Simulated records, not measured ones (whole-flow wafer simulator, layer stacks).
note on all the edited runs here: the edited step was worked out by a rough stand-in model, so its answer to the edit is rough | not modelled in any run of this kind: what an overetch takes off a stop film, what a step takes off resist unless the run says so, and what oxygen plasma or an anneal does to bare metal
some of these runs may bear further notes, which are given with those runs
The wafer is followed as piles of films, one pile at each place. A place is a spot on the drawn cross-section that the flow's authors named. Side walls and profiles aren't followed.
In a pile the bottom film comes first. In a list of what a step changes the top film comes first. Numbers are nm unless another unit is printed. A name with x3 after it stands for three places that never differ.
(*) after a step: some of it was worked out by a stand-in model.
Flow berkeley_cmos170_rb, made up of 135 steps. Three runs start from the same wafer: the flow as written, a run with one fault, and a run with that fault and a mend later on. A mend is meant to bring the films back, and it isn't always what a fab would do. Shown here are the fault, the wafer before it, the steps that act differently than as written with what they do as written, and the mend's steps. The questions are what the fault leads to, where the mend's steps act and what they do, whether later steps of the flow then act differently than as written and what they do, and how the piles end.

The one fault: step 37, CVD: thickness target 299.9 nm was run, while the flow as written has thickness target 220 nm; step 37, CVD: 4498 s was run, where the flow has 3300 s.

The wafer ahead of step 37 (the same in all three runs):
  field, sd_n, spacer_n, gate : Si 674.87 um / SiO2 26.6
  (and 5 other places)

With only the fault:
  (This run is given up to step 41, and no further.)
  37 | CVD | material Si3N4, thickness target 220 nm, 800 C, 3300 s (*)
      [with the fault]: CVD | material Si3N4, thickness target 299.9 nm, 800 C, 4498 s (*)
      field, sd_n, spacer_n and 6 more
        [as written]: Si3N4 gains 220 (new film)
        [with the fault]: Si3N4 gains 299.9 (new film)
  None of the later steps of the flow up to step 41 acts differently than as written at any place that is followed.
  After step 41, at field, sd_n, spacer_n and 6 more, the piles differ from the flow's by more than 2% or 0.5 nm, whichever is larger.
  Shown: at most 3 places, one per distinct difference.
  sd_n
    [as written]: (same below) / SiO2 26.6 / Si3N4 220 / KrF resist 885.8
    [with the fault]: (same below) / SiO2 26.6 / Si3N4 299.9 / KrF resist 885.8
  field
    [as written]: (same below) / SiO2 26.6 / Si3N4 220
    [with the fault]: (same below) / SiO2 26.6 / Si3N4 299.9

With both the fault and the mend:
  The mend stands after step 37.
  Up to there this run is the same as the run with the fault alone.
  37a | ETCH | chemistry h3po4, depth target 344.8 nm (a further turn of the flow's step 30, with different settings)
      field, sd_n, spacer_n and 6 more
        Si3N4 loses 299.9 (all of it)
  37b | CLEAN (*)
      does not change any film at any place that is followed
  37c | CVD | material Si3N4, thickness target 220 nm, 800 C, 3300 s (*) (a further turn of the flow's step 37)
      field, sd_n, spacer_n and 6 more
        Si3N4 gains 220 (new film)
  None of the later steps of the flow acts differently than as written at any place that is followed.
  The piles end the same as the flow's at every place that both follow.
